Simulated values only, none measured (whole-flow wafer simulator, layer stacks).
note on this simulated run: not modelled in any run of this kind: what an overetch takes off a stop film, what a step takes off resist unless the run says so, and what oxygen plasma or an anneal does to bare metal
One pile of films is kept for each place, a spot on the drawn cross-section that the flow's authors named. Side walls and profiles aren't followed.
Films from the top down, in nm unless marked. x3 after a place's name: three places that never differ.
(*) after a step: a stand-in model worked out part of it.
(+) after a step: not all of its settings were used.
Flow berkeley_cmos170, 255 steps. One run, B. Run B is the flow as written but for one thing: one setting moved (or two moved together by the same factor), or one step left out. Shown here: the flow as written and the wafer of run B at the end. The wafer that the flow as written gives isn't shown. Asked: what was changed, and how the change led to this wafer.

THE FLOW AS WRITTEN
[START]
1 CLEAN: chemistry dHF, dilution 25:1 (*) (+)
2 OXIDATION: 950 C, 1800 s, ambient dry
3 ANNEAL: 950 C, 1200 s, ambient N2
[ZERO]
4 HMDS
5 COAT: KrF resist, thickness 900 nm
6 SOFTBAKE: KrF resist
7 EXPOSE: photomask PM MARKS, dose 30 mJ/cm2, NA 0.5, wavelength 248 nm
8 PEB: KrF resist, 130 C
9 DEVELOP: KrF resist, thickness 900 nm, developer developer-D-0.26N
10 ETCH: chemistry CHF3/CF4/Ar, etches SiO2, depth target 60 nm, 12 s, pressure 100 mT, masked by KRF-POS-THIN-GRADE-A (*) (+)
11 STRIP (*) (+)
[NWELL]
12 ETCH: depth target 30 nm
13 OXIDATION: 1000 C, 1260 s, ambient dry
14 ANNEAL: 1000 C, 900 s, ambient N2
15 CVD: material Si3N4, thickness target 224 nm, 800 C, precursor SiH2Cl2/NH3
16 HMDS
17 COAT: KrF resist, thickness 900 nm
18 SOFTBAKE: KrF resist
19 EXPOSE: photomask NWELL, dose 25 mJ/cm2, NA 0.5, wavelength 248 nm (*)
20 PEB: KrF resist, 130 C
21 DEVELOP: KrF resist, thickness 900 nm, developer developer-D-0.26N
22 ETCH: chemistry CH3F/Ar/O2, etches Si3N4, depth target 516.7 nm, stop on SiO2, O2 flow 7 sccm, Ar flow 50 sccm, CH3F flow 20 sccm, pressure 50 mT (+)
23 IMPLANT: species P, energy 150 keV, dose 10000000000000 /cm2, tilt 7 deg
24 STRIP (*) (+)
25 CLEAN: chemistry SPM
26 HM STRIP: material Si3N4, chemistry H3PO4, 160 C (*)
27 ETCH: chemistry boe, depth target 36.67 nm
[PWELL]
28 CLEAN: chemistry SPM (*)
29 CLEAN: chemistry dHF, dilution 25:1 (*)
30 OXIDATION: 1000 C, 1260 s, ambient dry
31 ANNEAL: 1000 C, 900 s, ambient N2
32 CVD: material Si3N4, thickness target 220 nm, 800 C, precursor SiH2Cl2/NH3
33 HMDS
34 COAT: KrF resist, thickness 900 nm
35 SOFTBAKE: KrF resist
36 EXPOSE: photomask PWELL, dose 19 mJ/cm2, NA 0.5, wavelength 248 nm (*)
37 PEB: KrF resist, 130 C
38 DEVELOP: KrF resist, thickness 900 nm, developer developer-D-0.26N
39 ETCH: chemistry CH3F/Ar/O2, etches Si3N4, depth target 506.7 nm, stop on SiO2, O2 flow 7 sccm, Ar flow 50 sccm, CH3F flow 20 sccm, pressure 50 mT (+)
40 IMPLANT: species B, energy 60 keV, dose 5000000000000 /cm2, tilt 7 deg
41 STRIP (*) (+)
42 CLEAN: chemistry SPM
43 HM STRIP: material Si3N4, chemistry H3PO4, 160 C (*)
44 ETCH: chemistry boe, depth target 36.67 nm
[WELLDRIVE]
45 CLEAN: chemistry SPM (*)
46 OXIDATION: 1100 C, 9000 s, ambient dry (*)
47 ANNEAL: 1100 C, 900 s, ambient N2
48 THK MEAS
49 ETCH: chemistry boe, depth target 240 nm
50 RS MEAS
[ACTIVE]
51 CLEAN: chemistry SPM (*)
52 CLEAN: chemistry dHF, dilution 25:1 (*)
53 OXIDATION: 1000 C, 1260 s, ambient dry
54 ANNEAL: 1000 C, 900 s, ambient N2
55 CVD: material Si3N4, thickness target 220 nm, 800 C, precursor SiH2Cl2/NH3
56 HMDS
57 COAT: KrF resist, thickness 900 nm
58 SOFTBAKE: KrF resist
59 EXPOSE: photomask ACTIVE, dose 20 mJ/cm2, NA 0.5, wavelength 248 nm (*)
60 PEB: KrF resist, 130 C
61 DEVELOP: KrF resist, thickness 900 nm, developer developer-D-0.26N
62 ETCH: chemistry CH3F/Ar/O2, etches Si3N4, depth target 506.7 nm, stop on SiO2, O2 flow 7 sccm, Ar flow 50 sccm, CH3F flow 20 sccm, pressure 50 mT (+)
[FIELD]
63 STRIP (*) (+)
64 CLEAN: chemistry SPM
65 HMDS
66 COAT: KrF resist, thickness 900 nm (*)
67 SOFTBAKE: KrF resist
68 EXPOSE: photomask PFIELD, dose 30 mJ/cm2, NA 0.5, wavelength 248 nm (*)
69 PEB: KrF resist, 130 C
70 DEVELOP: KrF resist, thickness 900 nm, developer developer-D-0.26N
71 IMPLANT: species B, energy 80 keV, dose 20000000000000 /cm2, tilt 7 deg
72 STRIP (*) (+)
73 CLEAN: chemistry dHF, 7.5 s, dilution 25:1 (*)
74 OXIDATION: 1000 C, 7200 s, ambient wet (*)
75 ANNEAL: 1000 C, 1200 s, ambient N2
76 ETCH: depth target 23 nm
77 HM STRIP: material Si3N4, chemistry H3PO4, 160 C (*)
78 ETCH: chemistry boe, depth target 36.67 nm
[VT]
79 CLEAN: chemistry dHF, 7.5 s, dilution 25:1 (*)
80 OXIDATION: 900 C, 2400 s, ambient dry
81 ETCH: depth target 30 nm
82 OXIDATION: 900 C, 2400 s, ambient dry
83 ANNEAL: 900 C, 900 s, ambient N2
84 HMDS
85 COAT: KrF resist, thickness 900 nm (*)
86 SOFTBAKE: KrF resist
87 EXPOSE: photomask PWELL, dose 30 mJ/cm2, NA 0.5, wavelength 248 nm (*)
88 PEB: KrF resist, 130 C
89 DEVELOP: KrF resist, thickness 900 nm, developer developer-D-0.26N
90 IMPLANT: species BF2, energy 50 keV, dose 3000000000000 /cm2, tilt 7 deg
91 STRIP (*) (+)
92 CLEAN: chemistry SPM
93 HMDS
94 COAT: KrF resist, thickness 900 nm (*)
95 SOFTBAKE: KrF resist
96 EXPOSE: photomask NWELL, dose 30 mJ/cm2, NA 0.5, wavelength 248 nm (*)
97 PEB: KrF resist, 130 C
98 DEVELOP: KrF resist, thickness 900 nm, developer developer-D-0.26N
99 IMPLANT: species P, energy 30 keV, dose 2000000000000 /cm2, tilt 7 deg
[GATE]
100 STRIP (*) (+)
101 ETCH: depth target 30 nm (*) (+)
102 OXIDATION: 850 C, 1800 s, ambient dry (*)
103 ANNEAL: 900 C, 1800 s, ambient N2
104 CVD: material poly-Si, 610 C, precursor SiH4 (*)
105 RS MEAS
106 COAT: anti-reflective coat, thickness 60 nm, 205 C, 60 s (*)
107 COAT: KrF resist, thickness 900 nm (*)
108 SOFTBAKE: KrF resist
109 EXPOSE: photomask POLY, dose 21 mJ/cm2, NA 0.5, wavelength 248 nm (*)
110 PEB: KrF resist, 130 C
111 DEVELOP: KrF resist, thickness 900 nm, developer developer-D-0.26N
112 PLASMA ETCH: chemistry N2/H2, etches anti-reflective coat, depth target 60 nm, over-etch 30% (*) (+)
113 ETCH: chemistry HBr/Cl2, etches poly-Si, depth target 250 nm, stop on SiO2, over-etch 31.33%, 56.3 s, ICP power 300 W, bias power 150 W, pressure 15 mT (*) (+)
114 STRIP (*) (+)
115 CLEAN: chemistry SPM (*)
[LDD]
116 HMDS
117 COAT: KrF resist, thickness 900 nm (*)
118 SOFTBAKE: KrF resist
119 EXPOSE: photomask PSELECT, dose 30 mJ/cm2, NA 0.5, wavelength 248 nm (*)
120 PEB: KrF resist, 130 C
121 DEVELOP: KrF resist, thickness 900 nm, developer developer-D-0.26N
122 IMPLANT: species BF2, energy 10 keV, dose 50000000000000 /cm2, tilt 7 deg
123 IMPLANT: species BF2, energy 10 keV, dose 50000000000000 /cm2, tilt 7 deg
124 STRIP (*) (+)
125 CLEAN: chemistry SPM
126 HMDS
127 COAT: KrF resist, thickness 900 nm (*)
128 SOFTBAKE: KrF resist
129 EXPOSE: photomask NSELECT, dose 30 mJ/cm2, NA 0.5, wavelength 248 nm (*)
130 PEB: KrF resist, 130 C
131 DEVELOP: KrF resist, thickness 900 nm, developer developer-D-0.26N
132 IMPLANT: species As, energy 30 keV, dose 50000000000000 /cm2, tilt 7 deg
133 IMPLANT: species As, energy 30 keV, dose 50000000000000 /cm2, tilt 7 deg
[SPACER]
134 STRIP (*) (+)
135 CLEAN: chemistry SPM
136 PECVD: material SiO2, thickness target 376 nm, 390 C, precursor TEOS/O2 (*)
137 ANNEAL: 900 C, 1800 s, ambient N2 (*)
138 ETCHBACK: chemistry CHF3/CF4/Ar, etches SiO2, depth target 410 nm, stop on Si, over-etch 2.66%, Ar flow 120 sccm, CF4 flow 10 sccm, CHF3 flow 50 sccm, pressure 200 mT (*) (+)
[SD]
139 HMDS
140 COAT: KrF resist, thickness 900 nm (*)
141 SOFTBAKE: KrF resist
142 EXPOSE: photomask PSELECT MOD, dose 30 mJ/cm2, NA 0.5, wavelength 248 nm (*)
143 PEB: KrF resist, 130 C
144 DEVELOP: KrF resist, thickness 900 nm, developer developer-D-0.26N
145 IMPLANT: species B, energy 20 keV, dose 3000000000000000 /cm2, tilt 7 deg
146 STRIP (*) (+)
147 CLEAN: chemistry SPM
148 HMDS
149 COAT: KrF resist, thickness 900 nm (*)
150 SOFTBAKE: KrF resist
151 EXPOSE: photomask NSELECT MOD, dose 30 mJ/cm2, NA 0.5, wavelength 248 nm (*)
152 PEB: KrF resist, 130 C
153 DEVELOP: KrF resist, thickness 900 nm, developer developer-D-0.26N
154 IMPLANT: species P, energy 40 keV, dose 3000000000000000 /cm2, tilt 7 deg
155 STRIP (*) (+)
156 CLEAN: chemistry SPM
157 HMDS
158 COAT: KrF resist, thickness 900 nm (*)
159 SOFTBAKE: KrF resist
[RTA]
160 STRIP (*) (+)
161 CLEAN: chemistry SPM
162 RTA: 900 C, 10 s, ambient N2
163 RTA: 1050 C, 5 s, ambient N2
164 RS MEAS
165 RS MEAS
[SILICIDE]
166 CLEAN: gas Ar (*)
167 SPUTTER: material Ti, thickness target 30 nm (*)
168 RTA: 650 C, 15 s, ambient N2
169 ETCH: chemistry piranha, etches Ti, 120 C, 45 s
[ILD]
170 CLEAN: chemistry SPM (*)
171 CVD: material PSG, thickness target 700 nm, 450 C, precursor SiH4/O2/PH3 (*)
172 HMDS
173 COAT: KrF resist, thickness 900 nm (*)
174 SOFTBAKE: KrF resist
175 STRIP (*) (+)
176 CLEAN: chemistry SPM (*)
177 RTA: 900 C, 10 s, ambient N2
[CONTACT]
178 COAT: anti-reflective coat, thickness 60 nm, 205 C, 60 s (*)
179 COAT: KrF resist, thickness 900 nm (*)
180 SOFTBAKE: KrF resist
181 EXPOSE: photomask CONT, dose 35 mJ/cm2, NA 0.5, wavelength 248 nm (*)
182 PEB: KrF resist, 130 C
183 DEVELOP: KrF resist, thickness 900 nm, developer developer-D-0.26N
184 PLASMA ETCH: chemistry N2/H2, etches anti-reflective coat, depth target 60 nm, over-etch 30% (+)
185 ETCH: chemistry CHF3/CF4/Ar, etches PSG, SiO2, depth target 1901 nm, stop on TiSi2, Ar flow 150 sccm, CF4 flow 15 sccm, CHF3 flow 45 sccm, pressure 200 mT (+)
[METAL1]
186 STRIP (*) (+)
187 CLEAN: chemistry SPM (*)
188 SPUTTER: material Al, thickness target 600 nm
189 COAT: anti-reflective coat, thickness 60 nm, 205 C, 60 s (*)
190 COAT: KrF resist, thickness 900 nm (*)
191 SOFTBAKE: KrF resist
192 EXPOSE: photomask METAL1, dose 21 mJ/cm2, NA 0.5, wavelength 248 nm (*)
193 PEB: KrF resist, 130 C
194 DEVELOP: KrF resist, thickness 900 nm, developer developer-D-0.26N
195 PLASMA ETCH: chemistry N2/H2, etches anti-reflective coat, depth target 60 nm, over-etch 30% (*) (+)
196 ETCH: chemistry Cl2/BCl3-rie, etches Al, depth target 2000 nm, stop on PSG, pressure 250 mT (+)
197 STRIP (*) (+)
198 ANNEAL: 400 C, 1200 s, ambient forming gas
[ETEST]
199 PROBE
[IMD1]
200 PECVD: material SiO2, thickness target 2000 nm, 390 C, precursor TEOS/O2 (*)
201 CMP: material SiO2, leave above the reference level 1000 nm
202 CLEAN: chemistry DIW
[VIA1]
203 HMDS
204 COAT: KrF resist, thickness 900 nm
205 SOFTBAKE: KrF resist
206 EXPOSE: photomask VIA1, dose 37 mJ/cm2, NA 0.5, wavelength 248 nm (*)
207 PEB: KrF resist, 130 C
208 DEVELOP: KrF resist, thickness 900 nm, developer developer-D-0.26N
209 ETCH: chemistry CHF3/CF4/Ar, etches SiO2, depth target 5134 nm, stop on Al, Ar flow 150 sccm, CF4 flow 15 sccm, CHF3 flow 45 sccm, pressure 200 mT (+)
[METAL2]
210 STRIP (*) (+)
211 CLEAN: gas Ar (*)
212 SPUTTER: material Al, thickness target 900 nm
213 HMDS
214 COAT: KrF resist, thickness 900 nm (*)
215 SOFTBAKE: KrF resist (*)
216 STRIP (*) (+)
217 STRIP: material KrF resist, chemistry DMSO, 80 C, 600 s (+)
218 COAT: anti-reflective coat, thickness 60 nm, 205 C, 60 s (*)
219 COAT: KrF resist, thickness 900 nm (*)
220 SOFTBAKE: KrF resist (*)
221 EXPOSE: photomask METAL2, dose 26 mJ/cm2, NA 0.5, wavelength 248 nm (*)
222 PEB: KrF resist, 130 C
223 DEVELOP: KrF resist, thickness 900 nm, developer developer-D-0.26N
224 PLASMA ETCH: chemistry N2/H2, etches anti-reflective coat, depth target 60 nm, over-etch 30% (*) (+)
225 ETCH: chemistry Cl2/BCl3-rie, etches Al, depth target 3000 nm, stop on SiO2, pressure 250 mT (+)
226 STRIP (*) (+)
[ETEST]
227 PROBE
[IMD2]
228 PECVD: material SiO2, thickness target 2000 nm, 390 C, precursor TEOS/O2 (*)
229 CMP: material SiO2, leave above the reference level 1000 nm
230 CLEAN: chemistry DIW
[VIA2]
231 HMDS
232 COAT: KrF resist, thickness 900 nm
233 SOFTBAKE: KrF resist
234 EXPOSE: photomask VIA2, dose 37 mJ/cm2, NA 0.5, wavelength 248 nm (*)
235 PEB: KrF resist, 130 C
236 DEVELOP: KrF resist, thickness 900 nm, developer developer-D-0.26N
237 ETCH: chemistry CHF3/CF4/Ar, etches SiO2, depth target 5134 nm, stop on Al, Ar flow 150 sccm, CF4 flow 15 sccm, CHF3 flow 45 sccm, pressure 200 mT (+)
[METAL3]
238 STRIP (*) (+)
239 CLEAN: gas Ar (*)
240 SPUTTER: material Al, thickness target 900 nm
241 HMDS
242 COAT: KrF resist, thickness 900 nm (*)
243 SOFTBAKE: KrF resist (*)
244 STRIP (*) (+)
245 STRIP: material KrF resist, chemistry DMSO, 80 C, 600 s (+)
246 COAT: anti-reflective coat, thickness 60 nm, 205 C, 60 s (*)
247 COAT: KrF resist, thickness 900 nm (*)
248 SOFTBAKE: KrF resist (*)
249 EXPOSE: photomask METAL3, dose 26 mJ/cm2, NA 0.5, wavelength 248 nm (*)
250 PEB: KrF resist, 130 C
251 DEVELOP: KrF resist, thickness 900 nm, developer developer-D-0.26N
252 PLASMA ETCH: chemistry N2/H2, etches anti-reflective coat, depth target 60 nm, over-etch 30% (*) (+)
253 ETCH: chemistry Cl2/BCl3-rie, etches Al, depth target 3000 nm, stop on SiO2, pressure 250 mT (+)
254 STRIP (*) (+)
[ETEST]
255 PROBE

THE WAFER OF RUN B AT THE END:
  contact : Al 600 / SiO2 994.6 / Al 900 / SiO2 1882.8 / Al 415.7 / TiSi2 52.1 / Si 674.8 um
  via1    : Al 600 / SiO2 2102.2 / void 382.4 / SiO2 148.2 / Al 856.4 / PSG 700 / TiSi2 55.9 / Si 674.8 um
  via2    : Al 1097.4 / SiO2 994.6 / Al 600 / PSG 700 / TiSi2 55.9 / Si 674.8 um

The cause: step 240, SPUTTER: thickness target 600 nm was run, where the flow has thickness target 900 nm.
It can be read off the wafer: contact has Al 600, and step 240 as written asks for 900 nm.

How the change led to this, step by step:
  240 SPUTTER: material Al, thickness target 900 nm
      field, sd_n, spacer_n and 8 more: Al +600 (new film) (as written it would be: Al +900 (new film))
      via2: Al +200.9 (as written it would be: Al +260)
  242 COAT: KrF resist, thickness 900 nm (*)
      via2: KrF resist +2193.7 (new film) (as written it would be: KrF resist +2425.4 (new film))
  244 STRIP (*) (+)
      via2: KrF resist -2193.7 (all of it) (as written it would be: KrF resist -2425.4 (all of it))
  246 COAT: anti-reflective coat, thickness 60 nm, 205 C, 60 s (*)
      via2: anti-reflective coat +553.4 (new film) (as written it would be: anti-reflective coat +670.7 (new film))
  247 COAT: KrF resist, thickness 900 nm (*)
      via2: KrF resist +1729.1 (new film) (as written it would be: KrF resist +1869.1 (new film))
  253 ETCH: chemistry Cl2/BCl3-rie, etches Al, depth target 3000 nm, stop on SiO2, pressure 250 mT (+)
      field, sd_n, spacer_n, gate_n, sd_p, spacer_p, gate_p: Al -600 (all of it), SiO2 -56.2 (as written it would be: Al -900 (all of it), SiO2 -56.2)
      contact, m1, via1, m2, via2: KrF resist -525 (as written it would be: KrF resist -675)
  254 STRIP (*) (+)
      contact: KrF resist -310.9 (all of it), anti-reflective coat -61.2 (all of it) (as written it would be: KrF resist -161.3 (all of it), anti-reflective coat -61.1 (all of it))
      m1: KrF resist -303 (all of it), anti-reflective coat -40.4 (all of it) (as written it would be: KrF resist -158.8 (all of it), anti-reflective coat -41 (all of it))
      (and at 3 more places)
